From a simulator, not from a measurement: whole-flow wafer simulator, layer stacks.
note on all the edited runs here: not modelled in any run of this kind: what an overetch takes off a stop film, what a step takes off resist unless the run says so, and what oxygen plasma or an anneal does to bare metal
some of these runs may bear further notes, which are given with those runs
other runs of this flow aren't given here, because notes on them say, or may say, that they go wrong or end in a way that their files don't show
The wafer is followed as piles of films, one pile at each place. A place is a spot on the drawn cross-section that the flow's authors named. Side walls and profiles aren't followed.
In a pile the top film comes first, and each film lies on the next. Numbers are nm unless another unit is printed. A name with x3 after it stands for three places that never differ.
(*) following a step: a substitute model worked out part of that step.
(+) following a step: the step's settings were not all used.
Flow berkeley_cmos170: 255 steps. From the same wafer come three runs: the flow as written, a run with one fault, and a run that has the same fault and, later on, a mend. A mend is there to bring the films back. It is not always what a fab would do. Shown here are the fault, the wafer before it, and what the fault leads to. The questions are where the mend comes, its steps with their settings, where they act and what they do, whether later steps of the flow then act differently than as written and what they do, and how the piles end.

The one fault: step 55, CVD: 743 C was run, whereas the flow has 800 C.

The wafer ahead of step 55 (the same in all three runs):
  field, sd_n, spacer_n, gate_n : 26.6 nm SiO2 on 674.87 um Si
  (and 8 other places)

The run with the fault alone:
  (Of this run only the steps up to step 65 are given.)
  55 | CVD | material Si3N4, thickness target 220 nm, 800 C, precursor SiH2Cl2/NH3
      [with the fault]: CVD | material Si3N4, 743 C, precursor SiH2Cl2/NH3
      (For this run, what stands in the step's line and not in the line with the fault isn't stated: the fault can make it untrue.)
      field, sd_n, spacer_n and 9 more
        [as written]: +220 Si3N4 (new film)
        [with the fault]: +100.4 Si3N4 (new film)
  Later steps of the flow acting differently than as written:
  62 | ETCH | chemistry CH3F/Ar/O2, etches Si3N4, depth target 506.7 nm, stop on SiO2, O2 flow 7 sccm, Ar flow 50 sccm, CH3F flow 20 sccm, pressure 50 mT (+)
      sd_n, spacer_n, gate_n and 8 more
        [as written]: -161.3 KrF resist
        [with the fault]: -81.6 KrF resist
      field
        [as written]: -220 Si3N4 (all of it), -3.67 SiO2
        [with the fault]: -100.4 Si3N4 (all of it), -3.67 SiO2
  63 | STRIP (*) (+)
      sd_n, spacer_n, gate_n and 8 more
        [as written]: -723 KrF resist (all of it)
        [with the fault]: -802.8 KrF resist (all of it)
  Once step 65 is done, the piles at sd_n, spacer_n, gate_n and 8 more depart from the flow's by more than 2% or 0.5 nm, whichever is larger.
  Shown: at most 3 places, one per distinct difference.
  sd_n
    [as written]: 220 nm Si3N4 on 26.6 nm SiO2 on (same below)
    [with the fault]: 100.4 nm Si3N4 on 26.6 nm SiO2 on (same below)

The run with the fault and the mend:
  After step 61 comes the mend.
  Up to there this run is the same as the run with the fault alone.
  61a | STRIP (*) (+)
      sd_n, spacer_n, gate_n and 8 more
        -884.4 KrF resist (all of it)
  61b | CLEAN | chemistry SPM
      alters no film at any place that is followed
  61c | CVD | material Si3N4, thickness target 120 nm, 800 C, precursor SiH2Cl2/NH3 (a further turn of the flow's step 55, with different settings)
      field, sd_n, spacer_n and 9 more
        +120 Si3N4
  61d | HMDS (a further turn of the flow's step 56)
      alters no film at any place that is followed
  61e | COAT | KrF resist, thickness 900 nm (a further turn of the flow's step 57)
      field, sd_n, spacer_n and 9 more
        +900 KrF resist (new film)
  61f | SOFTBAKE | KrF resist (a further turn of the flow's step 58)
      alters no film at any place that is followed
  61g | EXPOSE | photomask ACTIVE, dose 20 mJ/cm2, NA 0.5, wavelength 248 nm (*) (a further turn of the flow's step 59)
      alters no film at any place that is followed
  61h | PEB | KrF resist, 130 C (a further turn of the flow's step 60)
      field, sd_n, spacer_n and 9 more
        -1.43 KrF resist
  61i | DEVELOP | KrF resist, thickness 900 nm, developer developer-D-0.26N (a further turn of the flow's step 61)
      sd_n, spacer_n, gate_n and 8 more
        -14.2 KrF resist
      field
        -898.6 KrF resist (all of it)
  Every later step of the flow that is run acts as written, at every place that is followed, to within 2% or 0.5 nm, whichever is larger.
  The piles end only slightly different from the flow's at the places that both follow, by no more than 2% or 0.5 nm, whichever is larger.
